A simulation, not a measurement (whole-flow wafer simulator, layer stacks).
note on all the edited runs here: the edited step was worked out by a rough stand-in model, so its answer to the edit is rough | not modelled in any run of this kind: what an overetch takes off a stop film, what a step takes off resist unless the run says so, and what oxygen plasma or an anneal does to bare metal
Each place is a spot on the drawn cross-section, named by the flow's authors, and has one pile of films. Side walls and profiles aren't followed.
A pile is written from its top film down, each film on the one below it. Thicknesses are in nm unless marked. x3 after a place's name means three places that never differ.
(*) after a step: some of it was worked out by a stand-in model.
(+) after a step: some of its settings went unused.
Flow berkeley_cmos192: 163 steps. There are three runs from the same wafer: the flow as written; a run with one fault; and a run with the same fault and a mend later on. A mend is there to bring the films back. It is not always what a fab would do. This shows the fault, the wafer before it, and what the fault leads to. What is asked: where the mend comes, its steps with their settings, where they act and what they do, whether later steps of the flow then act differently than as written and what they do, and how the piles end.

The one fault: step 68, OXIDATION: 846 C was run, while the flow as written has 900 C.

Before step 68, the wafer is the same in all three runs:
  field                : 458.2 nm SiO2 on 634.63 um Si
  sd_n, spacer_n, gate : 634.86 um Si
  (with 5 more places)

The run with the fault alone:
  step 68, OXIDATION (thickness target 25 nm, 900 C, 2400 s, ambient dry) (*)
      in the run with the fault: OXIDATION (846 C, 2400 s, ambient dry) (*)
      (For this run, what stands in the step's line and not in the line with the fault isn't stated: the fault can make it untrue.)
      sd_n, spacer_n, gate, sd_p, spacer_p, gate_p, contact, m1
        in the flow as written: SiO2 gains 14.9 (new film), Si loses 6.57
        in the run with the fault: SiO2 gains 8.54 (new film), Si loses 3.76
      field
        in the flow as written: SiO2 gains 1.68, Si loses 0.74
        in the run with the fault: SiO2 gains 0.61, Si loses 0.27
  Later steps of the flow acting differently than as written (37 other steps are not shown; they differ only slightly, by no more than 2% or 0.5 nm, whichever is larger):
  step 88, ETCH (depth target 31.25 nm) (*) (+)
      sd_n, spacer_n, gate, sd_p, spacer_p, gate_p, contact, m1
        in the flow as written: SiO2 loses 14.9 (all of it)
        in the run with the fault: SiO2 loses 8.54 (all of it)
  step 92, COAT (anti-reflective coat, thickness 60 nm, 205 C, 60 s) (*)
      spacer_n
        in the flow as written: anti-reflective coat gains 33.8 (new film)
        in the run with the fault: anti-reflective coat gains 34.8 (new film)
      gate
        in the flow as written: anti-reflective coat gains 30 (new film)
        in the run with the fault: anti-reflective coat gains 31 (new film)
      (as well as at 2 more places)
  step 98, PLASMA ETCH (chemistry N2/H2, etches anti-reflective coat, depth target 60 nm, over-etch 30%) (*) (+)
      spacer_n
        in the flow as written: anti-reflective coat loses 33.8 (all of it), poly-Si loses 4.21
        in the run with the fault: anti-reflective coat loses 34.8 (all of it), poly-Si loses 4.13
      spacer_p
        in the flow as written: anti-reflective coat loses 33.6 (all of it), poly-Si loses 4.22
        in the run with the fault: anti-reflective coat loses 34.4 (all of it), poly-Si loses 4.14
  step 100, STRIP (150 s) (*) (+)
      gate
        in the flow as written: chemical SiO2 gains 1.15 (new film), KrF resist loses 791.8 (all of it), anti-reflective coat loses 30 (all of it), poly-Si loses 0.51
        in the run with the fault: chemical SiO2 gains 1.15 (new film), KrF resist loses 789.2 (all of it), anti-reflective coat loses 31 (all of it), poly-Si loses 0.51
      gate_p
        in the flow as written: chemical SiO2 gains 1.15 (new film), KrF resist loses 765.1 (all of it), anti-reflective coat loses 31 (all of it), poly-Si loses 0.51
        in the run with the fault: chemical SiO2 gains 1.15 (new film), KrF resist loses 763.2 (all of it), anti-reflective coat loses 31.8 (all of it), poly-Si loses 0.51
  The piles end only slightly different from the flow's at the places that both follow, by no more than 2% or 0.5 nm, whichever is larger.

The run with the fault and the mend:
  The mend stands after step 69.
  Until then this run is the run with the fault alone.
  step 69a, OXIDATION (900 C, 1386 s, ambient dry) (*) (the flow's step 68 again, with other settings)
      sd_n, spacer_n, gate, sd_p, spacer_p, gate_p, contact, m1
        SiO2 gains 6.35, Si loses 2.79
      field
        SiO2 gains 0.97, Si loses 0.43
  None of the later steps of the flow differs from how it acts as written, at any place that is followed, by more than 2% or 0.5 nm, whichever is larger.
  The piles end only slightly different from the flow's at the places that both follow, by no more than 2% or 0.5 nm, whichever is larger.
